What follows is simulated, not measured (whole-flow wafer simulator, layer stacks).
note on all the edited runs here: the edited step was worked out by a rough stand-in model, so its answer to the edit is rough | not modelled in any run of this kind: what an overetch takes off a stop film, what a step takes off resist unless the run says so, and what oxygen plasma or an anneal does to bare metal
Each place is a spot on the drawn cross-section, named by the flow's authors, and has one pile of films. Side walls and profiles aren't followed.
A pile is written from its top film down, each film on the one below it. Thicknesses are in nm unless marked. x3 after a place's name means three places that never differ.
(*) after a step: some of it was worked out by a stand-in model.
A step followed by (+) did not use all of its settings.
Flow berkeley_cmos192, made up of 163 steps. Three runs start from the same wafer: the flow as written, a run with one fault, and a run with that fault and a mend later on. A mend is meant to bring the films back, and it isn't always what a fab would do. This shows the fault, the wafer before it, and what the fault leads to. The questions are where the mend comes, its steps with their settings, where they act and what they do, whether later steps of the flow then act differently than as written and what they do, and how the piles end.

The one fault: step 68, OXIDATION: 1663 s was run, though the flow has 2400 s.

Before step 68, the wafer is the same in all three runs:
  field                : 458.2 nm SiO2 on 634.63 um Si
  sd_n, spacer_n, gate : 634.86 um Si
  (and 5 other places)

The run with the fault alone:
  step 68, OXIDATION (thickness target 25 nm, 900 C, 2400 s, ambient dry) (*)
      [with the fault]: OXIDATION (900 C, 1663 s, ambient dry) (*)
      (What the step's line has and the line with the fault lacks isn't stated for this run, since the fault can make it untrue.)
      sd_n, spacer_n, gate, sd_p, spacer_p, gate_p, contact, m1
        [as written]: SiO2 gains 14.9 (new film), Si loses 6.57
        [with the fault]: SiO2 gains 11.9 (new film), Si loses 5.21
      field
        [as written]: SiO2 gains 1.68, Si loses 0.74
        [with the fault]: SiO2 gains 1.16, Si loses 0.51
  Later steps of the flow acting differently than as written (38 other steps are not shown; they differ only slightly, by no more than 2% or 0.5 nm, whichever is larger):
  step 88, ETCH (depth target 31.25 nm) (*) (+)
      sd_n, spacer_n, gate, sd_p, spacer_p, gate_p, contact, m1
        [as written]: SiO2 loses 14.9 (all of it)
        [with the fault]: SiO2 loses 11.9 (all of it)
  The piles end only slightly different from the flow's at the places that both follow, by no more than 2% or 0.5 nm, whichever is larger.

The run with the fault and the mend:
  After step 69 comes the mend.
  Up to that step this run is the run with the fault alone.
  step 69a, OXIDATION (900 C, 730 s, ambient dry) (*) (the flow's step 68, run once more with other settings)
      sd_n, spacer_n, gate, sd_p, spacer_p, gate_p, contact, m1
        SiO2 gains 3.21, Si loses 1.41
      field
        SiO2 gains 0.51, Si loses 0.22
  None of the later steps of the flow differs from how it acts as written, at any place that is followed, by more than 2% or 0.5 nm, whichever is larger.
  The piles end only slightly different from the flow's at the places that both follow, by no more than 2% or 0.5 nm, whichever is larger.
